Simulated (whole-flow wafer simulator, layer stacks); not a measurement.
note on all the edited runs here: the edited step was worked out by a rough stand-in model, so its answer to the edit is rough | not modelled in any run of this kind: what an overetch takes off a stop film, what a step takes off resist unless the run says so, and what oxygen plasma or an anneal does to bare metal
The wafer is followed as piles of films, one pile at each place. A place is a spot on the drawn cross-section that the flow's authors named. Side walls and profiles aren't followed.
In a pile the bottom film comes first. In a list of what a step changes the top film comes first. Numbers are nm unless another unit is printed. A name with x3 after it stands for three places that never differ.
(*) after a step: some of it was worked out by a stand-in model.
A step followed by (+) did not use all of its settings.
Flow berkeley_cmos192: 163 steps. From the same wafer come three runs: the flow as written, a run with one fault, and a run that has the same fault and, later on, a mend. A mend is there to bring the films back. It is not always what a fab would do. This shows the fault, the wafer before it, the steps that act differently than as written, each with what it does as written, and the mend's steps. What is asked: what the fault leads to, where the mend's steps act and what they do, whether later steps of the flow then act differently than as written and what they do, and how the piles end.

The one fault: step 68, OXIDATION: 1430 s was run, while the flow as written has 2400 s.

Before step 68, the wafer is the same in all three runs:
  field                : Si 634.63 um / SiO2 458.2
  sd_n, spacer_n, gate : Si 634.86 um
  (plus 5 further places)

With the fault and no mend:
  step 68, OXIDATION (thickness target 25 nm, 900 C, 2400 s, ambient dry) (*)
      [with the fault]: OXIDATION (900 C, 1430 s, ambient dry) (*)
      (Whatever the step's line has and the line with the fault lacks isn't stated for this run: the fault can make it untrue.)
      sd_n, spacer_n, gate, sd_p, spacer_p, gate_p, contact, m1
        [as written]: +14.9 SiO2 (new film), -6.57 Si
        [with the fault]: +10.8 SiO2 (new film), -4.74 Si
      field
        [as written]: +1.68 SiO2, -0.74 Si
        [with the fault]: +1 SiO2, -0.44 Si
  Steps further on in the flow that do not act as written (39 more steps, not shown, differ only slightly: by at most 2% or 0.5 nm, whichever is larger):
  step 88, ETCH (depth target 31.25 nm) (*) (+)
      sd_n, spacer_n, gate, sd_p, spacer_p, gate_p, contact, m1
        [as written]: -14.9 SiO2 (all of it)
        [with the fault]: -10.8 SiO2 (all of it)
  When the end is reached, the piles differ only a little from the flow's at the places that both follow, at most by 2% or 0.5 nm, whichever is larger.

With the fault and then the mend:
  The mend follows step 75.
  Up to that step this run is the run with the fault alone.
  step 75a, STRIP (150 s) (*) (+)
      sd_p
        -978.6 KrF resist (all of it)
      spacer_p
        -960 KrF resist (all of it)
      gate_p
        -959.1 KrF resist (all of it)
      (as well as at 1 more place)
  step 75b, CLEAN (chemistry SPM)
      alters no film at any place that is followed
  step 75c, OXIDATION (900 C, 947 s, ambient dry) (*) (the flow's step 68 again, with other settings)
      sd_n, spacer_n, gate, sd_p, spacer_p, gate_p, contact, m1
        +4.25 SiO2, -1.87 Si
      field
        +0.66 SiO2, -0.29 Si
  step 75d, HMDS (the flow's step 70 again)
      alters no film at any place that is followed
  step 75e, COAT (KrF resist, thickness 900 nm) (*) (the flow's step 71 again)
      field
        +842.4 KrF resist (new film)
      sd_n
        +1013.2 KrF resist (new film)
      spacer_n
        +978.6 KrF resist (new film)
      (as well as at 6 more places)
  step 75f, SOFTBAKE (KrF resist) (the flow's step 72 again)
      alters no film at any place that is followed
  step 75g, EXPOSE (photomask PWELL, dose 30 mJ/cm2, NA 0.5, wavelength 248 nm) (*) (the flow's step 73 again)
      alters no film at any place that is followed
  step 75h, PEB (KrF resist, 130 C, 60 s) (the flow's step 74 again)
      sd_n, m1
        -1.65 KrF resist
      spacer_n, gate
        -1.58 KrF resist
      spacer_p, gate_p
        -1.57 KrF resist
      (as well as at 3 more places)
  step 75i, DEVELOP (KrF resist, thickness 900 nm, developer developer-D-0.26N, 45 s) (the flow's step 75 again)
      sd_p, spacer_p, gate_p, m1
        -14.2 KrF resist
      spacer_n, gate
        -977 KrF resist (all of it)
      field
        -841.1 KrF resist (all of it)
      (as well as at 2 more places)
  None of the later steps of the flow differs from how it acts as written, at any place that is followed, by more than 2% or 0.5 nm, whichever is larger.
  At every place that both follow, the piles at the end match the flow's.
